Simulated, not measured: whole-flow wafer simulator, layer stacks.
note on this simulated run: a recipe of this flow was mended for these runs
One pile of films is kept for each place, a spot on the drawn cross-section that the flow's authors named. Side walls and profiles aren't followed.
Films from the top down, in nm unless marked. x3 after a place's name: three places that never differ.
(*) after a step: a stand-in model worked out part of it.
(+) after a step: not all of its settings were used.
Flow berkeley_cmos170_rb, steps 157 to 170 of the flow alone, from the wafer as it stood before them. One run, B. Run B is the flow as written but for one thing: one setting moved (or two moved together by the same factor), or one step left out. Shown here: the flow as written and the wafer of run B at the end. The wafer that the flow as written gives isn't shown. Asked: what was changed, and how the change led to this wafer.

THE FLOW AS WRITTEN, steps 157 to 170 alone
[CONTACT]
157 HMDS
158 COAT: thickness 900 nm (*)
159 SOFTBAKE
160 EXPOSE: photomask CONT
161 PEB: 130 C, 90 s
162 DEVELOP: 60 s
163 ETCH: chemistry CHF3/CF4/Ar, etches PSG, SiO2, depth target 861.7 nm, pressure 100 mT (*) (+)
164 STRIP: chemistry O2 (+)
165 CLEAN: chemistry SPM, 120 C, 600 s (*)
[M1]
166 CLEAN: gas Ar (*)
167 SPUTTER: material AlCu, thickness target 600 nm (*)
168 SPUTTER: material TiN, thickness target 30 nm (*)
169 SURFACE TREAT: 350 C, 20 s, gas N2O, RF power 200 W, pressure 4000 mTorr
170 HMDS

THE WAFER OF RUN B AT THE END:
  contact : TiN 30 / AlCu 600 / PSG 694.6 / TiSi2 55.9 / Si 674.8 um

The cause: step 163, ETCH: chemistry CHF3/CF4/Ar, etches PSG, SiO2, depth target 861.7 nm, pressure 100 mT (*) (+), was left out.

How the change led to this, step by step:
  164 STRIP: chemistry O2 (+)
      field: KrF-resist -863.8 (all of it) (as written it would be: KrF-resist -648.4 (all of it))
      sd_n: KrF-resist -987.9 (all of it) (as written it would be: KrF-resist -772.5 (all of it))
      (and at 6 more places)
  166 CLEAN: gas Ar (*)
      contact: PSG -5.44 (as written it would be: TiSi2 -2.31)
  167 SPUTTER: material AlCu, thickness target 600 nm (*)
      contact: AlCu +600 (new film) (as written it would be: AlCu +415.5 (new film))
  168 SPUTTER: material TiN, thickness target 30 nm (*)
      contact: TiN +30 (new film) (as written it would be: TiN +16.3 (new film))
